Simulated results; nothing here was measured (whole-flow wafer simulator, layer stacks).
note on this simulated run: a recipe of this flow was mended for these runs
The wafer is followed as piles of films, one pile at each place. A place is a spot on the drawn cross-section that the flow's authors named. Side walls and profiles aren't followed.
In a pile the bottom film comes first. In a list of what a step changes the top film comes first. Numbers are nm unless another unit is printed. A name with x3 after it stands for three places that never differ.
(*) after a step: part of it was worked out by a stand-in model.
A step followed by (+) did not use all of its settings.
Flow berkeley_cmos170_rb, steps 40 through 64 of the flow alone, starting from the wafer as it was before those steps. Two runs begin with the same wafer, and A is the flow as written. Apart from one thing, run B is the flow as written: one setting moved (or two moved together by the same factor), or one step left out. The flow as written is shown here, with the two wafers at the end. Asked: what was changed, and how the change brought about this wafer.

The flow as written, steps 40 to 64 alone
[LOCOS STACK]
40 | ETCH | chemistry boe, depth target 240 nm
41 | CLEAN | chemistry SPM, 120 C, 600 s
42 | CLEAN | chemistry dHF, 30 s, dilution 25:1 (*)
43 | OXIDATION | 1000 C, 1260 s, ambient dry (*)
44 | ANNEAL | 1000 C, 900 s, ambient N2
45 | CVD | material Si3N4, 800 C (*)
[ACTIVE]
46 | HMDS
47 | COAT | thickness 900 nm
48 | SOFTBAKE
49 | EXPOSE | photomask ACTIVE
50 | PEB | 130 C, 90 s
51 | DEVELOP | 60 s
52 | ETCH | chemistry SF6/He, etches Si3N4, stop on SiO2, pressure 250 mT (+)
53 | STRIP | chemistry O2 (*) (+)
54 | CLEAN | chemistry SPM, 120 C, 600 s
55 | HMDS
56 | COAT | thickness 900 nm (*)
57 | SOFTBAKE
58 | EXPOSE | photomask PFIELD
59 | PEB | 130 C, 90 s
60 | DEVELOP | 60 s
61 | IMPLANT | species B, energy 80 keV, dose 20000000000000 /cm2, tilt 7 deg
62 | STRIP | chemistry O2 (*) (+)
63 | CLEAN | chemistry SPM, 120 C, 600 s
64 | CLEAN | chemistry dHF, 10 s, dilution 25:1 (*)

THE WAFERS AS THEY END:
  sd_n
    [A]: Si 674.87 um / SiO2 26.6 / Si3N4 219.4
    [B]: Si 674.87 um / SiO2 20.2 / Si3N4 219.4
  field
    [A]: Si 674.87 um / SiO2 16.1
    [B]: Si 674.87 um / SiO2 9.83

What caused this: step 43, OXIDATION: 756 s was run, whereas the flow has 1260 s.

How this came from the change, step by step:
  43 | OXIDATION | 1000 C, 1260 s, ambient dry (*)
      field, sd_n, spacer_n and 6 more: A SiO2 gains 26.6 (new film), Si loses 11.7 | B SiO2 gains 20.2 (new film), Si loses 8.91
